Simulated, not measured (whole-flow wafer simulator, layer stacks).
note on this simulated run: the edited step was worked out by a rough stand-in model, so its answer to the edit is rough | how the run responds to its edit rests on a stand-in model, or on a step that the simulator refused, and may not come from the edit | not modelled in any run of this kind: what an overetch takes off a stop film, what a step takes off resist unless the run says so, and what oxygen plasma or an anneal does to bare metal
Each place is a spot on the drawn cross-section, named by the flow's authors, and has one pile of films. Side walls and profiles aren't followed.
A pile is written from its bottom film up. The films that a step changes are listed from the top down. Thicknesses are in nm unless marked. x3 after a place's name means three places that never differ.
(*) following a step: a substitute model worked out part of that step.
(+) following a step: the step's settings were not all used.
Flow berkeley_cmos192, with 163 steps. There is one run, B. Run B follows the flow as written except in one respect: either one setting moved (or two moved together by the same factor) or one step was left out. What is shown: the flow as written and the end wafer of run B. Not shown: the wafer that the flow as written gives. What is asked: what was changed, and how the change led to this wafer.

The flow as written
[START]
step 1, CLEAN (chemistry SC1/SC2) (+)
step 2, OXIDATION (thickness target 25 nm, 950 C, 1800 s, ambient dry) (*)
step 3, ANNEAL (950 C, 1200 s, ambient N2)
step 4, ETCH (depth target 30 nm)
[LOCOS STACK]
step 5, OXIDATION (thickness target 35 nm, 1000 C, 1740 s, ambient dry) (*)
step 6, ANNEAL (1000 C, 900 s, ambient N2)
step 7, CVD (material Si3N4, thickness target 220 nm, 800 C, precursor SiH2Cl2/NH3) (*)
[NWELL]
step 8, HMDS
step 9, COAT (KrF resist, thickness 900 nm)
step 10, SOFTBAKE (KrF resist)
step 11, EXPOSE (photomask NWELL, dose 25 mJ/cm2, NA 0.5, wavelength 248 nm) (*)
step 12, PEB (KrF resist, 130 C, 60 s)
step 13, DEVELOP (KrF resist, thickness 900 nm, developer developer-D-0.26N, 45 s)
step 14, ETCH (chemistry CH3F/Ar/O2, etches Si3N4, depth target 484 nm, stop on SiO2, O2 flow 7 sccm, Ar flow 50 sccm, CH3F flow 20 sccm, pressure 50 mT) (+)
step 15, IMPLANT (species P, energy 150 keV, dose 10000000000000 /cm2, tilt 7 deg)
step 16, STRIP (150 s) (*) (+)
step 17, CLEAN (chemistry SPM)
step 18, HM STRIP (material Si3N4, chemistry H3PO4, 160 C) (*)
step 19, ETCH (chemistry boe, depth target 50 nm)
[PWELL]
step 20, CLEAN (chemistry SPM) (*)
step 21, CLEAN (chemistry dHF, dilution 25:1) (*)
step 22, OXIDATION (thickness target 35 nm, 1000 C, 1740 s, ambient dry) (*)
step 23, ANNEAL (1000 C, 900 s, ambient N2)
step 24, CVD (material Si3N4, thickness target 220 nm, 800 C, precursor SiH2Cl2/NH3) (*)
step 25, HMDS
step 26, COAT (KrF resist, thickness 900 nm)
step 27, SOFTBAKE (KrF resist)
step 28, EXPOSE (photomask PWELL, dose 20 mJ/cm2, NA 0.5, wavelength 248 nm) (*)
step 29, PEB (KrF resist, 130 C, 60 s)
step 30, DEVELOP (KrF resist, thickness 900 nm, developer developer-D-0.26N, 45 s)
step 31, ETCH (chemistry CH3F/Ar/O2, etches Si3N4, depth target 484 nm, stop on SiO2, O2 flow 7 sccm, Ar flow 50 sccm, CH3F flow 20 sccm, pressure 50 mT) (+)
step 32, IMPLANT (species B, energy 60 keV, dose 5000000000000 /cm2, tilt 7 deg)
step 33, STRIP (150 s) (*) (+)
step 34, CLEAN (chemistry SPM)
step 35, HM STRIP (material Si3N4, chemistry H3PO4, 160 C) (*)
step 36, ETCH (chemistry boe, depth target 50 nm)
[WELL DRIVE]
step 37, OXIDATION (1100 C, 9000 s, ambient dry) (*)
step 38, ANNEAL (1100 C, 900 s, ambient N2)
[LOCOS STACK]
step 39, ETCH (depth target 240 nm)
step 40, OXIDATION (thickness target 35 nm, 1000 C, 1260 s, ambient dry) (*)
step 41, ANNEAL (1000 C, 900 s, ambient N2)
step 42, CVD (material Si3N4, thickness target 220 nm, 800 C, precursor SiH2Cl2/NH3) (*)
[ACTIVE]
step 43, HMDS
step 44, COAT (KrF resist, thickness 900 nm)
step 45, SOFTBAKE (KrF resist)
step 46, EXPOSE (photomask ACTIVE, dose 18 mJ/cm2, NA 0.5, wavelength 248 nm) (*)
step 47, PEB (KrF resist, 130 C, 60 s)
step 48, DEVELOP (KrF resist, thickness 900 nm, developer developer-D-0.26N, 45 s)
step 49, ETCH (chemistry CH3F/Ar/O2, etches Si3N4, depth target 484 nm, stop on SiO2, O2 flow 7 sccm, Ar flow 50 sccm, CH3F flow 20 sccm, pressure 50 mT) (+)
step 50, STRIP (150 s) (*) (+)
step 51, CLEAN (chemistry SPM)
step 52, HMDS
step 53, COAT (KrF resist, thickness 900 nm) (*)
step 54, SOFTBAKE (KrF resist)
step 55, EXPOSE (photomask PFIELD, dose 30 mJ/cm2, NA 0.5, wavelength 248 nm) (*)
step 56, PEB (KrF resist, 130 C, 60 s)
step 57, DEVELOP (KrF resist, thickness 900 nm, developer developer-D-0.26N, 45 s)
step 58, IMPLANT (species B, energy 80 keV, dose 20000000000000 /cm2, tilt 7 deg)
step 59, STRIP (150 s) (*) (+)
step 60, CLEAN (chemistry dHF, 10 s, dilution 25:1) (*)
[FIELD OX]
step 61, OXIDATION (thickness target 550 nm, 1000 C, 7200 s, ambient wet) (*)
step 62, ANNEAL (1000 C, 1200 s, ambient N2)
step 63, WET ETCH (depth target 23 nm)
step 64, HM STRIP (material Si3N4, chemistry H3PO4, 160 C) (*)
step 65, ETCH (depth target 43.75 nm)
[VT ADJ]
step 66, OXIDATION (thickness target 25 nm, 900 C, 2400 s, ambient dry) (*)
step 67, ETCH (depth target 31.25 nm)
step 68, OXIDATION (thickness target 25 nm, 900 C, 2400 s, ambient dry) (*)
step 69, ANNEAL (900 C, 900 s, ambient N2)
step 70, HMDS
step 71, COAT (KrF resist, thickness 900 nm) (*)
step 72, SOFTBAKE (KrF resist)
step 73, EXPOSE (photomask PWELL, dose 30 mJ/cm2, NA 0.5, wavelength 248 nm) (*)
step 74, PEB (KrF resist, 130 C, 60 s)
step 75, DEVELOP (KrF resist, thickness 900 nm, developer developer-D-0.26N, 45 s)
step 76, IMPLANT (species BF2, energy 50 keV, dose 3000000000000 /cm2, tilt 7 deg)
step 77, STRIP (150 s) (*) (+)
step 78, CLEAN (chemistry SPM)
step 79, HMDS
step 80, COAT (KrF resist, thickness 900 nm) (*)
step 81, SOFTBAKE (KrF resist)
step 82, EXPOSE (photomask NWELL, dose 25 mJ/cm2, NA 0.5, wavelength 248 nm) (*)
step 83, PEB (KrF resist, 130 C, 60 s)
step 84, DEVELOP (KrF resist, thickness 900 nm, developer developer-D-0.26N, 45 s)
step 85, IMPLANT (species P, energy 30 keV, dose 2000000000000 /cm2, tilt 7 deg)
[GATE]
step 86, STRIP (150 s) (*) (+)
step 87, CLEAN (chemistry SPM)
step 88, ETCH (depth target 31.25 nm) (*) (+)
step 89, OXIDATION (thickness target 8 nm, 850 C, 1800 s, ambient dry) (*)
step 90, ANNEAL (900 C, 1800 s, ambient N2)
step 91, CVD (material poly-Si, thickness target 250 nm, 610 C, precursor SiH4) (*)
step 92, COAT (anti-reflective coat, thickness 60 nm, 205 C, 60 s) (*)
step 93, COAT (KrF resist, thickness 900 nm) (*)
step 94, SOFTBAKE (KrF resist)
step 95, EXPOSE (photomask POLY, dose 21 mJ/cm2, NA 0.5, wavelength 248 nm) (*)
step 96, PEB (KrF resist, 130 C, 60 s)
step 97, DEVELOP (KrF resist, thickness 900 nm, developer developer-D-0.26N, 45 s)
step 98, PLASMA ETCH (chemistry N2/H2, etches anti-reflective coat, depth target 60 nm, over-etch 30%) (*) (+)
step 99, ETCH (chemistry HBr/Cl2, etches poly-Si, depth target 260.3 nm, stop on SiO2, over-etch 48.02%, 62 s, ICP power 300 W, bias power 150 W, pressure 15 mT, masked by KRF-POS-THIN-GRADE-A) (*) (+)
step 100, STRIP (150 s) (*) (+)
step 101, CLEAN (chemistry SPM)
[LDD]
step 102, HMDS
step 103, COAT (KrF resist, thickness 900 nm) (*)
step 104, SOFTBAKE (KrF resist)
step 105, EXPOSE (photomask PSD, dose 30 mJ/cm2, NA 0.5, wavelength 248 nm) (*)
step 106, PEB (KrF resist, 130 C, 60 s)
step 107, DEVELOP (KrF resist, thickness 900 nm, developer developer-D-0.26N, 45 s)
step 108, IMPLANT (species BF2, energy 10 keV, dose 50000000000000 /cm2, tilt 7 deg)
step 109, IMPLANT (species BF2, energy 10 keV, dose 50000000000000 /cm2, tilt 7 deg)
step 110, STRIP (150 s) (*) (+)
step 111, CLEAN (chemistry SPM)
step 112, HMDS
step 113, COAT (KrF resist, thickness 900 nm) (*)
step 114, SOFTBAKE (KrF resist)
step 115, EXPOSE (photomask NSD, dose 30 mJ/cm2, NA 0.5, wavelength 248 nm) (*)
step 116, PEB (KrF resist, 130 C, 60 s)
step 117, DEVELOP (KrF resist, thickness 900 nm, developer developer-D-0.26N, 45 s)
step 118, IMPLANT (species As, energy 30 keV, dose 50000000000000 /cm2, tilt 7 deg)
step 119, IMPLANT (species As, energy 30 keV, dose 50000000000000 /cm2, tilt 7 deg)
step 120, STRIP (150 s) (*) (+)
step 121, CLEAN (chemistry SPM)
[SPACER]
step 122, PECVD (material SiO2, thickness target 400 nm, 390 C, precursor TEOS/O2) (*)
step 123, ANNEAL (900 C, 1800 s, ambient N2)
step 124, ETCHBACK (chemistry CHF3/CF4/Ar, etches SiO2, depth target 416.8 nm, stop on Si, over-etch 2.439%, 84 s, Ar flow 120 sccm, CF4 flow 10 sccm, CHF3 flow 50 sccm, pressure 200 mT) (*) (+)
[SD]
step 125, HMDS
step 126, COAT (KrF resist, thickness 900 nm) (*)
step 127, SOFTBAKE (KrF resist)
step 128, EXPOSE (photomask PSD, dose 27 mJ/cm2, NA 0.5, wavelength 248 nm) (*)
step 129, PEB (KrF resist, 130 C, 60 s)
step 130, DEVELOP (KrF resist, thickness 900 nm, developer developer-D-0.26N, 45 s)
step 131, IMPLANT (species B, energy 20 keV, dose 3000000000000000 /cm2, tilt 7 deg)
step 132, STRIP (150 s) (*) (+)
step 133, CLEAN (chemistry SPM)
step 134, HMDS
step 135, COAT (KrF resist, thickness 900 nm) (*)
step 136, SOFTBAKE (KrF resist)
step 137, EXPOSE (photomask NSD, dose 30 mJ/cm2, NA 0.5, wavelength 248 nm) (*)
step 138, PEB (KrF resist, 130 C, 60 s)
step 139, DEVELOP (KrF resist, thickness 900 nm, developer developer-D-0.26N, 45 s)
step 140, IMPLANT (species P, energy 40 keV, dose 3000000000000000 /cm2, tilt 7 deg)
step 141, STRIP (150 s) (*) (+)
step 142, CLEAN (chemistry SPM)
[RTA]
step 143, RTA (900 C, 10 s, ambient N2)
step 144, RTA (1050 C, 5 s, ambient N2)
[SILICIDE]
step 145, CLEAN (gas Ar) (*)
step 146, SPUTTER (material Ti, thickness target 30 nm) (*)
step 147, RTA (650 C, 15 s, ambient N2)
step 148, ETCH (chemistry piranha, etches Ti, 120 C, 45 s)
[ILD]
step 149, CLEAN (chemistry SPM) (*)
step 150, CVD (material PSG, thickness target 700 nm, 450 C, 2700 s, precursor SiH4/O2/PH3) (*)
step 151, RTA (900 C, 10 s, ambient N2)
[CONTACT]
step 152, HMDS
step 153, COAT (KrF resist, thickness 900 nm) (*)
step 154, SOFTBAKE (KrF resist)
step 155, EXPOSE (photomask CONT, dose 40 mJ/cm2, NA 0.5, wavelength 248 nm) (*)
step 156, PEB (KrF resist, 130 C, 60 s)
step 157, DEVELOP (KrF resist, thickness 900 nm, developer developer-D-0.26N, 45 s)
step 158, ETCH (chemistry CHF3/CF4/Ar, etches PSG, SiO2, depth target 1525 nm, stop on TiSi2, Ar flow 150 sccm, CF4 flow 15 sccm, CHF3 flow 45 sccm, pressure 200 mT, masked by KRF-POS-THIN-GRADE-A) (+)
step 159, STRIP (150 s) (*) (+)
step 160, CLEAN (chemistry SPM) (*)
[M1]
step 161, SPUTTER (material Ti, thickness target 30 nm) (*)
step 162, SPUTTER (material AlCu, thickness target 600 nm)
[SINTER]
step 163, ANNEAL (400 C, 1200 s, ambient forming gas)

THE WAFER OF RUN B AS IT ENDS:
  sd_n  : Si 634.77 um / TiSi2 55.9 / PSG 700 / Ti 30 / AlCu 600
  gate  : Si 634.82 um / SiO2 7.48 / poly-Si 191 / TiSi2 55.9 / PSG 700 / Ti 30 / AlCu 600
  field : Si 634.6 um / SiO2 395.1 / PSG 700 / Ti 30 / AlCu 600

Cause: step 5, OXIDATION: 1200 C was run, though the flow has 1000 C.

Step by step, how the change led to this:
  step 5, OXIDATION (thickness target 35 nm, 1000 C, 1740 s, ambient dry) (*)
      field, sd_n, spacer_n and 6 more: SiO2 gains 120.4 (new film), Si loses 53 (as written it would have been: SiO2 gains 31.6 (new film), Si loses 13.9)
  step 19, ETCH (chemistry boe, depth target 50 nm)
      field, sd_n, spacer_n, gate, contact, m1: SiO2 loses 50 (as written it would have been: SiO2 loses 29.6 (all of it))
      sd_p, spacer_p, gate_p: SiO2 loses 50 (as written it would have been: SiO2 loses 18.5 (all of it))
  step 20, CLEAN (chemistry SPM) (*)
      field, sd_n, spacer_n and 6 more: nothing (as written it would have been: chemical SiO2 gains 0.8 (new film), Si loses 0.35)
  step 21, CLEAN (chemistry dHF, dilution 25:1) (*)
      field, sd_n, spacer_n and 6 more: nothing (as written it would have been: chemical SiO2 loses 0.8 (all of it))
  step 22, OXIDATION (thickness target 35 nm, 1000 C, 1740 s, ambient dry) (*)
      field, sd_n, spacer_n, gate, contact, m1: SiO2 gains 13.1, Si loses 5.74 (as written it would have been: SiO2 gains 31.6 (new film), Si loses 13.9)
      sd_p, spacer_p, gate_p: SiO2 gains 13.8, Si loses 6.08 (as written it would have been: SiO2 gains 31.6 (new film), Si loses 13.9)
  step 36, ETCH (chemistry boe, depth target 50 nm)
      field, sd_n, spacer_n, gate, contact: SiO2 loses 50 (as written it would have been: SiO2 loses 18.5 (all of it))
      sd_p, spacer_p, gate_p, m1: SiO2 loses 50 (as written it would have been: SiO2 loses 29.6 (all of it))
  step 37, OXIDATION (1100 C, 9000 s, ambient dry) (*)
      field, sd_n, spacer_n, gate, contact: SiO2 gains 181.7, Si loses 80 (as written it would have been: SiO2 gains 197.6 (new film), Si loses 86.9)
      sd_p, spacer_p, gate_p: SiO2 gains 181.1, Si loses 79.7 (as written it would have been: SiO2 gains 197.6 (new film), Si loses 86.9)
      (as well as at 1 more place)
  step 39, ETCH (depth target 240 nm)
      m1: SiO2 loses 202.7 (all of it) (as written it would have been: SiO2 loses 197.6 (all of it))
  step 92, COAT (anti-reflective coat, thickness 60 nm, 205 C, 60 s) (*)
      m1: anti-reflective coat gains 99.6 (new film) (as written it would have been: anti-reflective coat gains 102.4 (new film))
  step 98, PLASMA ETCH (chemistry N2/H2, etches anti-reflective coat, depth target 60 nm, over-etch 30%) (*) (+)
      m1: anti-reflective coat loses 99.6 (all of it), poly-Si loses 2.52 (as written it would have been: anti-reflective coat loses 102.4 (all of it), poly-Si loses 2.46)
